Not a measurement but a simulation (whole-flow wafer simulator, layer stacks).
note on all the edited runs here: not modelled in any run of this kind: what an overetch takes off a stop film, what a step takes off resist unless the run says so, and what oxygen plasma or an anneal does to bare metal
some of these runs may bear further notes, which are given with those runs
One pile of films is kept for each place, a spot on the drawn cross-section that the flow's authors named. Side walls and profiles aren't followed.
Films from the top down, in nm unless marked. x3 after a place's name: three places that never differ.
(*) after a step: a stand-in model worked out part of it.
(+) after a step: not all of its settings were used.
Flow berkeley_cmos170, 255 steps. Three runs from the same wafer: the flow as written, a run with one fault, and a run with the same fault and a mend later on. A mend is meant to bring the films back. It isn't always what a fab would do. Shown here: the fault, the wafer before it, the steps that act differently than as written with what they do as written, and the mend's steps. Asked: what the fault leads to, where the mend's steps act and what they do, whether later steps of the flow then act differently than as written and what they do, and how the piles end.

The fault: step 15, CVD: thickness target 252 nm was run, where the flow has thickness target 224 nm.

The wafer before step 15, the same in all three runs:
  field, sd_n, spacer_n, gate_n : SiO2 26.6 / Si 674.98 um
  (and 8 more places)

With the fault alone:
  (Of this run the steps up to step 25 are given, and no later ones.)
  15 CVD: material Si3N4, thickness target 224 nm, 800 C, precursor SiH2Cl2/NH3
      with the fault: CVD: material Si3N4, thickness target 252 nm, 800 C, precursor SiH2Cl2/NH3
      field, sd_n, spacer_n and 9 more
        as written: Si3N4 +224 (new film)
        with the fault: Si3N4 +252 (new film)
  Later steps of the flow that act differently than as written:
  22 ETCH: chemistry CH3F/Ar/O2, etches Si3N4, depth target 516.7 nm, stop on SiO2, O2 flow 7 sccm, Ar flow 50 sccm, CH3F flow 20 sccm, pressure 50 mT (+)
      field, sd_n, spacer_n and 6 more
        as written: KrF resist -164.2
        with the fault: KrF resist -182.9
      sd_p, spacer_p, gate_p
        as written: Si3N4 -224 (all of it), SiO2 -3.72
        with the fault: Si3N4 -252 (all of it), SiO2 -3.72
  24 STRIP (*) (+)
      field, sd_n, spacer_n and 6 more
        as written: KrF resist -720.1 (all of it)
        with the fault: KrF resist -701.5 (all of it)
  After step 25 the piles differ from the flow's by more than 2% or 0.5 nm, whichever is larger, at field, sd_n, spacer_n and 6 more.
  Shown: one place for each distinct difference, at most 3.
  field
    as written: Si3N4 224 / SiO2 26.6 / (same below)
    with the fault: Si3N4 252 / SiO2 26.6 / (same below)

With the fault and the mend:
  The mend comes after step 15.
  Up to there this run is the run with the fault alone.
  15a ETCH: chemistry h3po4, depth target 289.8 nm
      field, sd_n, spacer_n and 9 more
        Si3N4 -252 (all of it)
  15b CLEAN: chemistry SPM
      changes no film at any place that is followed
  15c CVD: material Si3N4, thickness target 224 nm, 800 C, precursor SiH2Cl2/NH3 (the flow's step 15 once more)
      field, sd_n, spacer_n and 9 more
        Si3N4 +224 (new film)
  No later step of the flow acts differently than as written at any place that is followed.
  At the end the piles are the same as the flow's at every place that both follow.
